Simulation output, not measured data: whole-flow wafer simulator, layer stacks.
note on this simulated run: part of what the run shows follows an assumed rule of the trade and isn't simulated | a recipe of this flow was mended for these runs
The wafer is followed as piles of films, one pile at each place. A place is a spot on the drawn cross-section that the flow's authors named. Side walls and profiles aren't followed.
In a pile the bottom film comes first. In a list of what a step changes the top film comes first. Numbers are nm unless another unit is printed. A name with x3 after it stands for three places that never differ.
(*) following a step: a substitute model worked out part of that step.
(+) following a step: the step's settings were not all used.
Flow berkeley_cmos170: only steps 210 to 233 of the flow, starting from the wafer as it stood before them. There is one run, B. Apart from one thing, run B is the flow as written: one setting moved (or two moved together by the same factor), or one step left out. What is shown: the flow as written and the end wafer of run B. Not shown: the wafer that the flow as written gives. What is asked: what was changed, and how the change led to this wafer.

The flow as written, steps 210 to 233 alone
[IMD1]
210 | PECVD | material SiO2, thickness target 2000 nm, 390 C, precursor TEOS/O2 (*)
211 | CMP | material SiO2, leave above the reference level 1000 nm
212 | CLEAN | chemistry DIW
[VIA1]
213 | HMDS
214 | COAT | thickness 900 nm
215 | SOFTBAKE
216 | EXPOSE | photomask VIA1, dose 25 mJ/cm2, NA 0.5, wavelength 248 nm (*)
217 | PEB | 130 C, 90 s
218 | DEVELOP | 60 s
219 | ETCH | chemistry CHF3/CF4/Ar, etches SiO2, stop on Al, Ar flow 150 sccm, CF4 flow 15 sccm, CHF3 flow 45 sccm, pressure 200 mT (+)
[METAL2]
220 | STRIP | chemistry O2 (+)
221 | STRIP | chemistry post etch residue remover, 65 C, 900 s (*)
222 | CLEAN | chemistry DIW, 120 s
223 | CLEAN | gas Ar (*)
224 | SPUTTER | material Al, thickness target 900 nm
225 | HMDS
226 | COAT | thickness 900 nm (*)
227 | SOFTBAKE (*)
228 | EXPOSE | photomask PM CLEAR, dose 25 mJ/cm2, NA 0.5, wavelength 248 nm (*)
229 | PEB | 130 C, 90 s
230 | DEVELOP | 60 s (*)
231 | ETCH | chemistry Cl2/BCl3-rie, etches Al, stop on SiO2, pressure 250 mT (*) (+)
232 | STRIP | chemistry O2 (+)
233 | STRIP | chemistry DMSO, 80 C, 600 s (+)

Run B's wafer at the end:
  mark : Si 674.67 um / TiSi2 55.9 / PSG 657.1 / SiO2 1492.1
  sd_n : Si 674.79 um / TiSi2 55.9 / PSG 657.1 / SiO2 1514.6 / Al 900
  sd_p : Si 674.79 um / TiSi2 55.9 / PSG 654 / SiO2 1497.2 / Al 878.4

Cause: step 210, PECVD: thickness target 1520 nm was run, while the flow as written has thickness target 2000 nm.

How this came from the change, step by step:
  210 | PECVD | material SiO2, thickness target 2000 nm, 390 C, precursor TEOS/O2 (*)
      field, mark, sd_n and 8 more: SiO2 gains 1520 (new film) (as written it would have been: SiO2 gains 2000 (new film))
      sd_p: SiO2 gains 1502.5 (new film) (as written it would have been: SiO2 gains 1975.9 (new film))
      (as well as at 1 more place)
  211 | CMP | material SiO2, leave above the reference level 1000 nm
      mark: nothing (as written it would have been: SiO2 loses 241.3)
      sd_n: nothing (as written it would have been: SiO2 loses 365.3)
      (as well as at 11 more places)
  214 | COAT | thickness 900 nm
      sd_n: KrF-resist gains 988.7 (new film) (as written it would have been: KrF-resist gains 900 (new film))
      spacer_n: KrF-resist gains 877.7 (new film) (as written it would have been: KrF-resist gains 900 (new film))
      (as well as at 5 more places)
  217 | PEB | 130 C, 90 s
      contact: KrF-resist loses 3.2 (as written it would have been: KrF-resist loses 2)
  220 | STRIP | chemistry O2 (+)
      field: KrF-resist loses 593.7 (all of it) (as written it would have been: KrF-resist loses 607.6 (all of it))
      sd_n: KrF-resist loses 696.1 (all of it) (as written it would have been: KrF-resist loses 607.6 (all of it))
      (as well as at 6 more places)
  224 | SPUTTER | material Al, thickness target 900 nm
      sd_p: Al gains 878.4 (new film) (as written it would have been: Al gains 900 (new film))
      contact: Al gains 770.7 (new film) (as written it would have been: Al gains 900 (new film))
  226 | COAT | thickness 900 nm (*)
      sd_n: KrF-resist gains 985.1 (new film) (as written it would have been: KrF-resist gains 897.3 (new film))
      spacer_n: KrF-resist gains 874.4 (new film) (as written it would have been: KrF-resist gains 899.9 (new film))
      (as well as at 5 more places)
  229 | PEB | 130 C, 90 s
      contact: KrF-resist loses 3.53 (as written it would have been: KrF-resist loses 1.98)
  232 | STRIP | chemistry O2 (+)
      field: KrF-resist loses 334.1 (all of it) (as written it would have been: KrF-resist loses 349.7 (all of it))
      sd_n: KrF-resist loses 434.6 (all of it) (as written it would have been: KrF-resist loses 347 (all of it))
      (as well as at 6 more places)
